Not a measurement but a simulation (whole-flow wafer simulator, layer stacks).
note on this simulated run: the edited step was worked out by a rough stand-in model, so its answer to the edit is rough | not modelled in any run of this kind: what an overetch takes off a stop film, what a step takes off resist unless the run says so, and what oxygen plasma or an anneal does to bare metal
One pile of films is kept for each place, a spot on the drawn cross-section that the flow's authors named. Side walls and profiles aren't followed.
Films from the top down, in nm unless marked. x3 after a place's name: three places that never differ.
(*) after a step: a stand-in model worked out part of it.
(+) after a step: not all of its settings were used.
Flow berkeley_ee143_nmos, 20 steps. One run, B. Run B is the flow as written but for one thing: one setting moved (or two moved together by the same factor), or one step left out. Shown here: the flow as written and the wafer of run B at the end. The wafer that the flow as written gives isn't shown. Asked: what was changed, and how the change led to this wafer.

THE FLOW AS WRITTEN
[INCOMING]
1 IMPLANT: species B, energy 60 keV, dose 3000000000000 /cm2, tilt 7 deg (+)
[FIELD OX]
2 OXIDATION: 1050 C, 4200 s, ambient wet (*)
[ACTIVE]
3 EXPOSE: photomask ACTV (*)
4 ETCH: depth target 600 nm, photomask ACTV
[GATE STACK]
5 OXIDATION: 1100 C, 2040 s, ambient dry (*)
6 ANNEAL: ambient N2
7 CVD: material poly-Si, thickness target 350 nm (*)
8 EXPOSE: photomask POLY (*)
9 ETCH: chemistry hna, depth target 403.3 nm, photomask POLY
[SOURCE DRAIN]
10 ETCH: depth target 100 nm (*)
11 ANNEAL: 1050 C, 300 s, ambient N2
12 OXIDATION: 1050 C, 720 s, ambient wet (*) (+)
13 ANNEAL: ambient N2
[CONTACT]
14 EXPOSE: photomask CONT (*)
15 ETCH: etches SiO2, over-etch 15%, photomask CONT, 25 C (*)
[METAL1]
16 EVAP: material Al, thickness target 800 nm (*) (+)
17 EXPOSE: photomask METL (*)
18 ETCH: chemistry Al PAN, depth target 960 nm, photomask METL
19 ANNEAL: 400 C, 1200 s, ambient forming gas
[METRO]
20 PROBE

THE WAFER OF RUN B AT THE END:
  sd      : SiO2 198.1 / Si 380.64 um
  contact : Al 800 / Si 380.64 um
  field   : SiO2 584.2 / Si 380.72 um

The cause: step 10, ETCH: depth target 59 nm was run, where the flow has depth target 100 nm.

How the change led to this, step by step:
  10 ETCH: depth target 100 nm (*)
      sd, contact: SiO2 -59 (as written it would be: SiO2 -79.7 (all of it))
      field: SiO2 -59 (as written it would be: SiO2 -100)
  12 OXIDATION: 1050 C, 720 s, ambient wet (*) (+)
      sd, contact: SiO2 +177.5, Si -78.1 (as written it would be: SiO2 +189.4 (new film), Si -83.4)
      field: SiO2 +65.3, Si -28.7 (as written it would be: SiO2 +69.1, Si -30.4)
  15 ETCH: etches SiO2, over-etch 15%, photomask CONT, 25 C (*)
      contact: SiO2 -198.1 (all of it) (as written it would be: SiO2 -189.4 (all of it))
